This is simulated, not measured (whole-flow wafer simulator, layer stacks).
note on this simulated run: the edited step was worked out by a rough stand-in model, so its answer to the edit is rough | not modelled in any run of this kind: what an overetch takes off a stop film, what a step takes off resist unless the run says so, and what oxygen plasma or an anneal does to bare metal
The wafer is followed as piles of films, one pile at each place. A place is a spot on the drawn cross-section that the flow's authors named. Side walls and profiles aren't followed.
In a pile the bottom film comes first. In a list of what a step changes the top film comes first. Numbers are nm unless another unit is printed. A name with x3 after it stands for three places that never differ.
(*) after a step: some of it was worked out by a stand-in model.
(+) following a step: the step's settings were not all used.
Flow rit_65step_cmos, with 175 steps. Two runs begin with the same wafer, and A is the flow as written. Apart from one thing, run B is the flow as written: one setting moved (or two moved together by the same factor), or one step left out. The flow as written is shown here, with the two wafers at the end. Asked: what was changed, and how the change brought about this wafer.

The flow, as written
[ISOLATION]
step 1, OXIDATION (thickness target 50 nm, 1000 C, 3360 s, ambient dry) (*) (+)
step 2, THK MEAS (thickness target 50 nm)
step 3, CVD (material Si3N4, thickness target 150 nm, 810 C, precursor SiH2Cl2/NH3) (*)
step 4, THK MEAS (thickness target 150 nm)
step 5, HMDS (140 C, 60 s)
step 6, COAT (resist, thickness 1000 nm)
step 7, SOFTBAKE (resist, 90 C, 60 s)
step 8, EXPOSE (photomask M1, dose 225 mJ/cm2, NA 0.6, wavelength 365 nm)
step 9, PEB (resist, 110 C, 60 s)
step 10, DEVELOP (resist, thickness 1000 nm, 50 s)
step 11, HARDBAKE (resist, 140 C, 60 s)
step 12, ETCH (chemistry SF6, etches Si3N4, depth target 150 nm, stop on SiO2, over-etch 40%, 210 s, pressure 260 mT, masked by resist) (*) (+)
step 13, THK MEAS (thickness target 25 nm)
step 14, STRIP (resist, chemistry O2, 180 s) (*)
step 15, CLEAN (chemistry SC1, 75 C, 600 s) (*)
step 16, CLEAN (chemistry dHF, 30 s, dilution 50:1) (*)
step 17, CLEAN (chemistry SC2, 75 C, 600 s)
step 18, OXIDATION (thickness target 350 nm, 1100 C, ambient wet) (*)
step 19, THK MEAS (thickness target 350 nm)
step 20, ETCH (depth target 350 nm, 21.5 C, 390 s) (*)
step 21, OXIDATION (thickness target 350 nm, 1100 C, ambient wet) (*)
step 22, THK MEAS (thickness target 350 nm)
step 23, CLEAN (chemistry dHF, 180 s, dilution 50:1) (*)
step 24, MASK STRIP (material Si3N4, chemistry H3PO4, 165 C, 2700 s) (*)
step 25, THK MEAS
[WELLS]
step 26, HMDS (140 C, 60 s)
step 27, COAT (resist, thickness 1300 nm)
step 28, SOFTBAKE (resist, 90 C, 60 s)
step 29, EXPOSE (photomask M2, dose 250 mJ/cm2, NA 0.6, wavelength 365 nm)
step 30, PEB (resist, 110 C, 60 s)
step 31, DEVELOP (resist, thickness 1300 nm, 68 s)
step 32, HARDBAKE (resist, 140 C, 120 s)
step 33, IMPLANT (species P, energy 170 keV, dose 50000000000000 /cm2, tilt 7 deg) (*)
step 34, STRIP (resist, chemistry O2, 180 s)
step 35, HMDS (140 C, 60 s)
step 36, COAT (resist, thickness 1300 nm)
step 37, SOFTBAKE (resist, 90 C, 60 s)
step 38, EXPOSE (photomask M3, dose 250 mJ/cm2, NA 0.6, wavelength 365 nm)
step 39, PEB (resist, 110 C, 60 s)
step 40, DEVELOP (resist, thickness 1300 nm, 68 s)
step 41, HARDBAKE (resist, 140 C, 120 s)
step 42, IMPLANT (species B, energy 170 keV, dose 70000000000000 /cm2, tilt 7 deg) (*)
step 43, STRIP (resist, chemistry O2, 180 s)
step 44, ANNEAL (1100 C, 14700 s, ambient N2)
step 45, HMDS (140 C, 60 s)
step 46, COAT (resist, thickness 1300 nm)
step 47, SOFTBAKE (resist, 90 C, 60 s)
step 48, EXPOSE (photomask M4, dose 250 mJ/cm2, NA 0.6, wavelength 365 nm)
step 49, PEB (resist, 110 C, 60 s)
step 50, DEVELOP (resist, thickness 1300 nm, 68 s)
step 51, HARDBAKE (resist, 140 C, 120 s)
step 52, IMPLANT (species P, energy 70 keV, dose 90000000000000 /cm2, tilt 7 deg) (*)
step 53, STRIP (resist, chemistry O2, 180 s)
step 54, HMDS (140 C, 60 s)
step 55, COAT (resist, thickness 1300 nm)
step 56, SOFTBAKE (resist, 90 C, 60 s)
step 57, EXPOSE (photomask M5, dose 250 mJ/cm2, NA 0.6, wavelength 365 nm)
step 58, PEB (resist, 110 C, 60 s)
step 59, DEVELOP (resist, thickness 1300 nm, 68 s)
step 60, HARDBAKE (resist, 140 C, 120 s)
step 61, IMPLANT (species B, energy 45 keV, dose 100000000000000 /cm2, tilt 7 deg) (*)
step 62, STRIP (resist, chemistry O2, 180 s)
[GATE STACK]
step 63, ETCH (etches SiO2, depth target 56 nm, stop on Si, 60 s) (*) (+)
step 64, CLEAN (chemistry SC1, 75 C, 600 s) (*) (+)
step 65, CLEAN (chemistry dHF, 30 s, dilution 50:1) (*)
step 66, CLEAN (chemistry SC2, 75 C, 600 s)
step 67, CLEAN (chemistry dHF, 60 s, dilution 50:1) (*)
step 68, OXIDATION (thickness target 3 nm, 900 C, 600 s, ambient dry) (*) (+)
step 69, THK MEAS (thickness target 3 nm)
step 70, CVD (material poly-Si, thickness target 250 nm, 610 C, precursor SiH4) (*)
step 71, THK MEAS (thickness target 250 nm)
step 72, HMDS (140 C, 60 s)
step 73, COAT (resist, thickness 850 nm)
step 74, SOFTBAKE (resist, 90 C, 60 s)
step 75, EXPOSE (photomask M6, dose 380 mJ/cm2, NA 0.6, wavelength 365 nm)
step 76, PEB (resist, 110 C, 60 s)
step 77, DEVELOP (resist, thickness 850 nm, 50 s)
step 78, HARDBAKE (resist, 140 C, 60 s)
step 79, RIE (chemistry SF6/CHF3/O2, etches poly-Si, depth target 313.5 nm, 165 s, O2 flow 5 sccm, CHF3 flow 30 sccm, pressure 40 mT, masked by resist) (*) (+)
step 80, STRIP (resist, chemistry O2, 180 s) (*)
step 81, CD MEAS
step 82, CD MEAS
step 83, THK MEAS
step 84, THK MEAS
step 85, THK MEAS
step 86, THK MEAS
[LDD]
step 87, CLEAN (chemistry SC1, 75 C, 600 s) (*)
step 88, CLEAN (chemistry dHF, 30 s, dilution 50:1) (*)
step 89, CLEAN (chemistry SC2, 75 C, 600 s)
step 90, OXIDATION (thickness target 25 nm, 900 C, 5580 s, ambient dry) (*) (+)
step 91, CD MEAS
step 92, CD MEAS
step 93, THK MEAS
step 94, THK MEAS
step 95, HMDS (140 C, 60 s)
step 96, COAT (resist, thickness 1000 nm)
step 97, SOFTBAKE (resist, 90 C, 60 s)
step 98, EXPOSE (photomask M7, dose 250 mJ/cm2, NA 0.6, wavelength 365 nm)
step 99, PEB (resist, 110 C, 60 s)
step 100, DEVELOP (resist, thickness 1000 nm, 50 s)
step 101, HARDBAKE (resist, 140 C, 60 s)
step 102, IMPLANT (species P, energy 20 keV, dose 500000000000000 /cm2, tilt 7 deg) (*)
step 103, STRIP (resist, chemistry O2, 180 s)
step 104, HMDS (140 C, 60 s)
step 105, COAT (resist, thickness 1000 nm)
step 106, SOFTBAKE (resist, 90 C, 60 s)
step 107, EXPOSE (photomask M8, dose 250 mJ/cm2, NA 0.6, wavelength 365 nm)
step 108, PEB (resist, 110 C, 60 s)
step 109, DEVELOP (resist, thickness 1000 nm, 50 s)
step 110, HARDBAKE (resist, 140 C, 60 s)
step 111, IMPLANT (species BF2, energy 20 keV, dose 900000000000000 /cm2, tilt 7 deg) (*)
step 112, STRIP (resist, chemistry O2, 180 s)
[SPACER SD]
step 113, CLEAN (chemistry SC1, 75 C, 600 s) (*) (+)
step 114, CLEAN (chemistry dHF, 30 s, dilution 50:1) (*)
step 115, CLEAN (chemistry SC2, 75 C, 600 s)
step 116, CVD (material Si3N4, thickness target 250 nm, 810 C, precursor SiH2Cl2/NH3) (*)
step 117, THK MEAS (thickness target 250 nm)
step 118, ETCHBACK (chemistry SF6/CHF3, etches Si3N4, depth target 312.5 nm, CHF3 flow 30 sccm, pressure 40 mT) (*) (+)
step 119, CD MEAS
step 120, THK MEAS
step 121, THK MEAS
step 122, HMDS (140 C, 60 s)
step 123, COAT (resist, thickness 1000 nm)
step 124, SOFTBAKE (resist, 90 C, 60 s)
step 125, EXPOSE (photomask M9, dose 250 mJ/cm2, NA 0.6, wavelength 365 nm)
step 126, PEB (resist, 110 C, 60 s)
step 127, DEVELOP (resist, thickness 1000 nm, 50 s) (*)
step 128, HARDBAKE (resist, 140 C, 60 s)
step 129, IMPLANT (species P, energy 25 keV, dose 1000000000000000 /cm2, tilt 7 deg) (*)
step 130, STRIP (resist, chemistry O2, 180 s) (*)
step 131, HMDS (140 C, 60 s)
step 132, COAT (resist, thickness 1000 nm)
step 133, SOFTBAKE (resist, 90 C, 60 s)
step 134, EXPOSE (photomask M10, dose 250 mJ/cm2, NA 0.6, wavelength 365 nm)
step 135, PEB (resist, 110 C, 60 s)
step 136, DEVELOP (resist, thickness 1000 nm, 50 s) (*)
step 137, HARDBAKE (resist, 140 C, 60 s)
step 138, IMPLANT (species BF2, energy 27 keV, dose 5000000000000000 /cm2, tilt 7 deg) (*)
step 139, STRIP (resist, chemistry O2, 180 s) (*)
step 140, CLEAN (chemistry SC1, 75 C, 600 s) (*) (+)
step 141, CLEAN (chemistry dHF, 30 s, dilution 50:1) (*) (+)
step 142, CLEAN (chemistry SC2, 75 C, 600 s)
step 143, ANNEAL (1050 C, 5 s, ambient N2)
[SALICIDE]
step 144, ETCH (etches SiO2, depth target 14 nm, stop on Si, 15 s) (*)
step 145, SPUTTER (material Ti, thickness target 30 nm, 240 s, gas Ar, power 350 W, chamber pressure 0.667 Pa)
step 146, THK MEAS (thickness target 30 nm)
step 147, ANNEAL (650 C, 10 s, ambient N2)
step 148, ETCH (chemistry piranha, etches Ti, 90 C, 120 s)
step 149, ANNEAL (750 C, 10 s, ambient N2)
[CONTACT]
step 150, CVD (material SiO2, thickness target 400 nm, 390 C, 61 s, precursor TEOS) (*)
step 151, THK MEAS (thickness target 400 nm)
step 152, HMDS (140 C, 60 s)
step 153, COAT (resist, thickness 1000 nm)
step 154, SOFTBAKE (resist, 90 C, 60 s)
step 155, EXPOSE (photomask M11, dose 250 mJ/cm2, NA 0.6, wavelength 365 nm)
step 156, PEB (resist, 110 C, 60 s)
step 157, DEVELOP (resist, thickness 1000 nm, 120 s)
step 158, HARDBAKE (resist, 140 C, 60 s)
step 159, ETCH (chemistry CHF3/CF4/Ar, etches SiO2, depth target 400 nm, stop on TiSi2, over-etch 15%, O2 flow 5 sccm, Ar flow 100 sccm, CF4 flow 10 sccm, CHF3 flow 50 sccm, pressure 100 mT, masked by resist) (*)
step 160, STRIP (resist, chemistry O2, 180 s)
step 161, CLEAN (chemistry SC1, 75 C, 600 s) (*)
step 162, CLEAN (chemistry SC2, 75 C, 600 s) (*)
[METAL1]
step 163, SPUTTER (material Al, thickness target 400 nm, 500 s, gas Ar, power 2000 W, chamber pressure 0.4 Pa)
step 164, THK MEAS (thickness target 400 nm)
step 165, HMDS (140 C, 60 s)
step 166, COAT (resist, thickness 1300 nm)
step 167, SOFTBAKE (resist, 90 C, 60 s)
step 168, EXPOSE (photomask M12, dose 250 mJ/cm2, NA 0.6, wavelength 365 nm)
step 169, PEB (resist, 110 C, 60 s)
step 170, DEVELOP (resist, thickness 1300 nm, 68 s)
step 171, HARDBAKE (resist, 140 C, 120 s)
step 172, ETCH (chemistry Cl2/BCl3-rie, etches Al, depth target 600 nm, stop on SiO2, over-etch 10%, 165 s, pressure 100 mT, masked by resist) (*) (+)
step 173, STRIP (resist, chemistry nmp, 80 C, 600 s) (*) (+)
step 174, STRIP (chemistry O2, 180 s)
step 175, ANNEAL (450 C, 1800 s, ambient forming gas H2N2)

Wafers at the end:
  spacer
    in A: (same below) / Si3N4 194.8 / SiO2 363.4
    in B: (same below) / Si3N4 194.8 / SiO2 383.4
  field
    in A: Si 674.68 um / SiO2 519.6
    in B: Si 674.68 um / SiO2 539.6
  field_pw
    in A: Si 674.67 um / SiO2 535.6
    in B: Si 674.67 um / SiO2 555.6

The reason: step 150, CVD: thickness target 420 nm was run, while the flow as written has thickness target 400 nm.

The path from the change to this, step by step:
  step 150, CVD (material SiO2, thickness target 400 nm, 390 C, 61 s, precursor TEOS) (*)
      field, field_pw, field_nw, field_p: A +400 SiO2 | B +420 SiO2
      spacer, spacer_p: A +400 SiO2 (new film) | B +420 SiO2 (new film)
      (and at 2 other places as well)
